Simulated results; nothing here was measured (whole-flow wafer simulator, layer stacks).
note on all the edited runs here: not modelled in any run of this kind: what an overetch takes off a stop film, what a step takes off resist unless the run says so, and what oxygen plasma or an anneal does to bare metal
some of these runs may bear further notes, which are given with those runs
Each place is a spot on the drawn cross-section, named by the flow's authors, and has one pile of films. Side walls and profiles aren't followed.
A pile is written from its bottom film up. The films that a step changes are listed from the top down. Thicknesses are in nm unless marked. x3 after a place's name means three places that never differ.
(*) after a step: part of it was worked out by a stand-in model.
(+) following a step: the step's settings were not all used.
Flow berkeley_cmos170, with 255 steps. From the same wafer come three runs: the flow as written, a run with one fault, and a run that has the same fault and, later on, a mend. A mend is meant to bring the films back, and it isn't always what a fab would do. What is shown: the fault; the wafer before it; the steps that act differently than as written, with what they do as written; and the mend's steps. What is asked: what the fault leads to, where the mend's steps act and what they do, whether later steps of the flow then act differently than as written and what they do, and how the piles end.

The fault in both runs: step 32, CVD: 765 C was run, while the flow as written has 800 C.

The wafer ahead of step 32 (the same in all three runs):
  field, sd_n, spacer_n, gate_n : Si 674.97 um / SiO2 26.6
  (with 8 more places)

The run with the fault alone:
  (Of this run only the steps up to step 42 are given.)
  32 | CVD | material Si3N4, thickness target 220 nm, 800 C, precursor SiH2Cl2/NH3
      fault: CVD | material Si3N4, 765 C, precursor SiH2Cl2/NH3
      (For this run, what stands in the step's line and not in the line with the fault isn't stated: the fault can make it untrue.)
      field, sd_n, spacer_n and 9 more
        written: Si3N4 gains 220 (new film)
        fault: Si3N4 gains 142 (new film)
  Steps further on in the flow that do not act as written:
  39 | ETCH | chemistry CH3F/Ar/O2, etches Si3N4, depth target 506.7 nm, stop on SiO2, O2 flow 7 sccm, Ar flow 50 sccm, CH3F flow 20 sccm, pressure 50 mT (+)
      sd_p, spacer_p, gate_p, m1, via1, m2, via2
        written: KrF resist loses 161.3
        fault: KrF resist loses 109.3
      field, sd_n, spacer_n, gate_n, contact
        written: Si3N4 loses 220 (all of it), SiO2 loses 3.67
        fault: Si3N4 loses 142 (all of it), SiO2 loses 3.67
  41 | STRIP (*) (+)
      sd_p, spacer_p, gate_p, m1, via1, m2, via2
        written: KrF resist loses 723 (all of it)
        fault: KrF resist loses 775 (all of it)
  After step 42, at sd_p, spacer_p, gate_p, m1, via1, m2, via2, the piles differ from the flow's by more than 2% or 0.5 nm, whichever is larger.
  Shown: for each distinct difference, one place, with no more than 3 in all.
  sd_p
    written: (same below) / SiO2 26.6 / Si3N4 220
    fault: (same below) / SiO2 26.6 / Si3N4 142

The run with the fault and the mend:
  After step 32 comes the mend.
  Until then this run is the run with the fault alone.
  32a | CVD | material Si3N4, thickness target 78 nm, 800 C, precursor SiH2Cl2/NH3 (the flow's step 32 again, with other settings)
      field, sd_n, spacer_n and 9 more
        Si3N4 gains 78
  None of the later steps of the flow acts differently than as written at any place that is followed.
  By the end, the piles equal the flow's at every place that both follow.
